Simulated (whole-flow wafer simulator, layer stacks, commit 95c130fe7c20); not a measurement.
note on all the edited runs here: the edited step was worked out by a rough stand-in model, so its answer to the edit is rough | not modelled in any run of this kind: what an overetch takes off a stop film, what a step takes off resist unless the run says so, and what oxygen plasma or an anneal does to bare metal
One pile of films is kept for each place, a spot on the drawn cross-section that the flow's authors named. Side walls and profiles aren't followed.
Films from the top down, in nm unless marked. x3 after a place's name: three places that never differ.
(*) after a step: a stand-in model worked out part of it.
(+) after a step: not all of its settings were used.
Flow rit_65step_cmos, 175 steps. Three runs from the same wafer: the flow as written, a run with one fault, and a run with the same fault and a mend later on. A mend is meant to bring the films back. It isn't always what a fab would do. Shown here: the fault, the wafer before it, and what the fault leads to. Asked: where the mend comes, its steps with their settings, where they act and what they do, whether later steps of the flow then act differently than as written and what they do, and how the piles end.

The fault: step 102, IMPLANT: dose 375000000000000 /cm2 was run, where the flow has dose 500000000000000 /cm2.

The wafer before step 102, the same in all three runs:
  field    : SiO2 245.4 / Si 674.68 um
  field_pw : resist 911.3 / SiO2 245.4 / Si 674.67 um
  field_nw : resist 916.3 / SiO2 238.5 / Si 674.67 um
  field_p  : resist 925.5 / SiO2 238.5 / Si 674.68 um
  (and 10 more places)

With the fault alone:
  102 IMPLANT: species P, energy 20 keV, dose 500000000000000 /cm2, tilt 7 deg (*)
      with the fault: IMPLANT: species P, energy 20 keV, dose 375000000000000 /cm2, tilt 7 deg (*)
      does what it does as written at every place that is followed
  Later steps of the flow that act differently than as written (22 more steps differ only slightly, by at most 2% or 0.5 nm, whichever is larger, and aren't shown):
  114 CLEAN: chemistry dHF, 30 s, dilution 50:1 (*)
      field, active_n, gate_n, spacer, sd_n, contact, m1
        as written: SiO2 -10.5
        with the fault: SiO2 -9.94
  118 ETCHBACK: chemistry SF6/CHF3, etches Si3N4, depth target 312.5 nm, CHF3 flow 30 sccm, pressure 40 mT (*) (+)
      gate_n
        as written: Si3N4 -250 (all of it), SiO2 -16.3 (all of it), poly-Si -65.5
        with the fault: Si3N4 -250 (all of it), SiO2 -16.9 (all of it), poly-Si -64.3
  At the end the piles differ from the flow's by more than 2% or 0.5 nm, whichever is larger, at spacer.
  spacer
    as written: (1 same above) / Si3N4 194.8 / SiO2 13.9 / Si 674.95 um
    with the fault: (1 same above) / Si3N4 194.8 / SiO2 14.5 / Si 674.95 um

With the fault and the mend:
  The mend comes after step 102.
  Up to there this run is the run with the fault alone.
  102a IMPLANT: species P, energy 20 keV, dose 125000000000000 /cm2, tilt 7 deg (*) (the flow's step 102 once more, with other settings)
      changes no film at any place that is followed
  No later step of the flow acts differently than as written at any place that is followed.
  At the end the piles are the same as the flow's at every place that both follow.
